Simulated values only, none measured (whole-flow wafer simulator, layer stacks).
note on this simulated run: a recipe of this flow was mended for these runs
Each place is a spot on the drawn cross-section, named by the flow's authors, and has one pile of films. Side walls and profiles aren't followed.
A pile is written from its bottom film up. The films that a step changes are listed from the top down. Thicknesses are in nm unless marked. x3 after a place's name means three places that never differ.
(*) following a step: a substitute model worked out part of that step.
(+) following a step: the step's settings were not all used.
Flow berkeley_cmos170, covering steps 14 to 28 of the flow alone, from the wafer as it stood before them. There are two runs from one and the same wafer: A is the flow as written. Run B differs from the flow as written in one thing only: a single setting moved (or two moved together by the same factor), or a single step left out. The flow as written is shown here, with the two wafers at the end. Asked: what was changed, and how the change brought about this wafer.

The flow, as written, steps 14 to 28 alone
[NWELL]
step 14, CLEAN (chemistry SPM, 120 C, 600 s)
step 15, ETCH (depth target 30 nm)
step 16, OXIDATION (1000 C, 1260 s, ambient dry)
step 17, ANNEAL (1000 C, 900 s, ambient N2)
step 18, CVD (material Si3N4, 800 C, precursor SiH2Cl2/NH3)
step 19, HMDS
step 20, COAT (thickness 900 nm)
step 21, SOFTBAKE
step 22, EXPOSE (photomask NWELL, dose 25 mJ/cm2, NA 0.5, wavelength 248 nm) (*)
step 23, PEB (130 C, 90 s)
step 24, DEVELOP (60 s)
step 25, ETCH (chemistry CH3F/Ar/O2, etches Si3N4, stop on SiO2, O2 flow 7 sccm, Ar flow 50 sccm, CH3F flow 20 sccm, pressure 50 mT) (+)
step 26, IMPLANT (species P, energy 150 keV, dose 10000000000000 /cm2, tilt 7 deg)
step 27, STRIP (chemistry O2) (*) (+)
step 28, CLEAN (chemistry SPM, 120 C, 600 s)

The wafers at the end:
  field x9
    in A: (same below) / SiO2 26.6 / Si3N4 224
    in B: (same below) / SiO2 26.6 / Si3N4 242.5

The reason: step 18, CVD: 808 C was run, though the flow has 800 C.

Step by step, how the change led to this:
  step 18, CVD (material Si3N4, 800 C, precursor SiH2Cl2/NH3)
      field x9, mark, sd_p x3: A Si3N4 gains 224 (new film) | B Si3N4 gains 242.5 (new film)
  step 25, ETCH (chemistry CH3F/Ar/O2, etches Si3N4, stop on SiO2, O2 flow 7 sccm, Ar flow 50 sccm, CH3F flow 20 sccm, pressure 50 mT) (+)
      field x9, mark: A KrF-resist loses 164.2 | B KrF-resist loses 176.6
      sd_p x3: A Si3N4 loses 224 (all of it), SiO2 loses 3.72 | B Si3N4 loses 242.5 (all of it), SiO2 loses 3.72
